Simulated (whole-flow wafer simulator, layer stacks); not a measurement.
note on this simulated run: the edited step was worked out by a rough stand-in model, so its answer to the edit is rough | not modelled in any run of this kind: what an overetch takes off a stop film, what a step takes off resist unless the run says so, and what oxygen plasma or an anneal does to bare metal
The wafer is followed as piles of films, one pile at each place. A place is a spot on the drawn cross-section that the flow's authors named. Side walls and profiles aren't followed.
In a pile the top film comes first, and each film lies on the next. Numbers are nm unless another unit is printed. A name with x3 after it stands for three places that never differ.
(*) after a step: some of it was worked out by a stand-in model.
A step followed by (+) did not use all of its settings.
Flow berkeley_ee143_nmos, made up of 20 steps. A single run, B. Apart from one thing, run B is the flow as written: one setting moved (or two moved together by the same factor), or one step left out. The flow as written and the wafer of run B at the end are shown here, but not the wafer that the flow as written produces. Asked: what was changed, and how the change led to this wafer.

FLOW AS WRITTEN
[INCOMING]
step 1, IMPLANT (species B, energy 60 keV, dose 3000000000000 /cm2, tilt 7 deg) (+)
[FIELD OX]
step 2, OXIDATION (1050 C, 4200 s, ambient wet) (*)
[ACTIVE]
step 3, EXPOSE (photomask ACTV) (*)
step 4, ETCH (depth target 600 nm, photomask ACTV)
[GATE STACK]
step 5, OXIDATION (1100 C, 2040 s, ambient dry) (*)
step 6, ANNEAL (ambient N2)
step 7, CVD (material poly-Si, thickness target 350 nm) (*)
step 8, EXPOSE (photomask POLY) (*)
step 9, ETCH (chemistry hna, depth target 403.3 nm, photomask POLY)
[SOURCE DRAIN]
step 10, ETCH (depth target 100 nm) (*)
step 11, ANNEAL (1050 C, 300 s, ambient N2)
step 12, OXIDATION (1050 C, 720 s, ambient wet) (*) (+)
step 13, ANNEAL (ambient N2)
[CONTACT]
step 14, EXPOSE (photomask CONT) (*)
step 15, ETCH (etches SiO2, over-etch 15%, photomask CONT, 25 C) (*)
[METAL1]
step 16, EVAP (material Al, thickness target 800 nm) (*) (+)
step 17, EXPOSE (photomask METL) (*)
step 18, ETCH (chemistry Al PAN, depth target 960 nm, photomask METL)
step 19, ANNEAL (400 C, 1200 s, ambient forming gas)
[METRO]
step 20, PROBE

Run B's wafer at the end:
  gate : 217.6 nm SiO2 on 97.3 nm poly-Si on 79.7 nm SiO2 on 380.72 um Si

Cause: step 7, CVD: thickness target 193 nm was run, whereas the flow has thickness target 350 nm.

Step by step, how the change led to this:
  step 7, CVD (material poly-Si, thickness target 350 nm) (*)
      gate, sd, contact, field: +193 poly-Si (new film) (as written it would have been: +350 poly-Si (new film))
  step 9, ETCH (chemistry hna, depth target 403.3 nm, photomask POLY)
      sd, contact, field: -193 poly-Si (all of it) (as written it would have been: -350 poly-Si (all of it))
